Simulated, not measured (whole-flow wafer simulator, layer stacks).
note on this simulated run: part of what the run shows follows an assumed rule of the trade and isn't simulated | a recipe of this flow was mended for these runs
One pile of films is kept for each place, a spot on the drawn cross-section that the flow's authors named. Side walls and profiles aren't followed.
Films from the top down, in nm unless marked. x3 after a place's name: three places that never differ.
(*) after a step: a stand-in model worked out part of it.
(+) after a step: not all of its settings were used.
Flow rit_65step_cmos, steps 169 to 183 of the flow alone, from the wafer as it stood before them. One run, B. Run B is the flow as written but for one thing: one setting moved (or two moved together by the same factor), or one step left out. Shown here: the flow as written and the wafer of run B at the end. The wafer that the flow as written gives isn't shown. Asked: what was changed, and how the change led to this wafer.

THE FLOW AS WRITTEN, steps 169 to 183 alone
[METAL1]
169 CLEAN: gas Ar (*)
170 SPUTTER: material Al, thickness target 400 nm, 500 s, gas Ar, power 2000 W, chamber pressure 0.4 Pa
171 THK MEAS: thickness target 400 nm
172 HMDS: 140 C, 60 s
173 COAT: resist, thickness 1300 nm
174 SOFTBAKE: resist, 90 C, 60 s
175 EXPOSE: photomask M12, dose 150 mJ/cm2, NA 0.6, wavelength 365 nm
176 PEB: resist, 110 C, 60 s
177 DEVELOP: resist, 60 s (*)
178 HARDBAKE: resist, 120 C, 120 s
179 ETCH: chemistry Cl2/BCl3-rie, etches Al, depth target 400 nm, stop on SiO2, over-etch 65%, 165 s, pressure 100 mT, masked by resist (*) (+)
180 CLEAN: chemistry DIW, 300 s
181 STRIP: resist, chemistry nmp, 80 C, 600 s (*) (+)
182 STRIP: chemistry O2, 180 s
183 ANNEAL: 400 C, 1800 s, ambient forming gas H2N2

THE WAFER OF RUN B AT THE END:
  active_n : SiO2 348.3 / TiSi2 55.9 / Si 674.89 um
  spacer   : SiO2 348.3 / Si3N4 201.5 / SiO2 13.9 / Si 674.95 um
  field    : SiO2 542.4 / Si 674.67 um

The cause: step 170, SPUTTER: thickness target 304 nm was run, where the flow has thickness target 400 nm; step 170, SPUTTER: 380 s was run, where the flow has 500 s.

How the change led to this, step by step:
  170 SPUTTER: material Al, thickness target 400 nm, 500 s, gas Ar, power 2000 W, chamber pressure 0.4 Pa
      field, field_pw, field_nw and 10 more: Al +304 (new film) (as written it would be: Al +400 (new film))
      contact: Al +198 (new film) (as written it would be: Al +255.4 (new film))
  173 COAT: resist, thickness 1300 nm
      contact: resist +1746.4 (new film) (as written it would be: resist +1785.1 (new film))
  176 PEB: resist, 110 C, 60 s
      contact: resist -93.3 (as written it would be: resist -95.5)
  178 HARDBAKE: resist, 120 C, 120 s
      contact: resist -60.6 (as written it would be: resist -62.1)
  179 ETCH: chemistry Cl2/BCl3-rie, etches Al, depth target 400 nm, stop on SiO2, over-etch 65%, 165 s, pressure 100 mT, masked by resist (*) (+)
      field, field_pw, field_nw and 9 more: Al -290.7 (all of it), SiO2 -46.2 (as written it would be: Al -386.7 (all of it), SiO2 -34.2)
  181 STRIP: resist, chemistry nmp, 80 C, 600 s (*) (+)
      contact: resist -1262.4 (all of it) (as written it would be: resist -1297.5 (all of it))
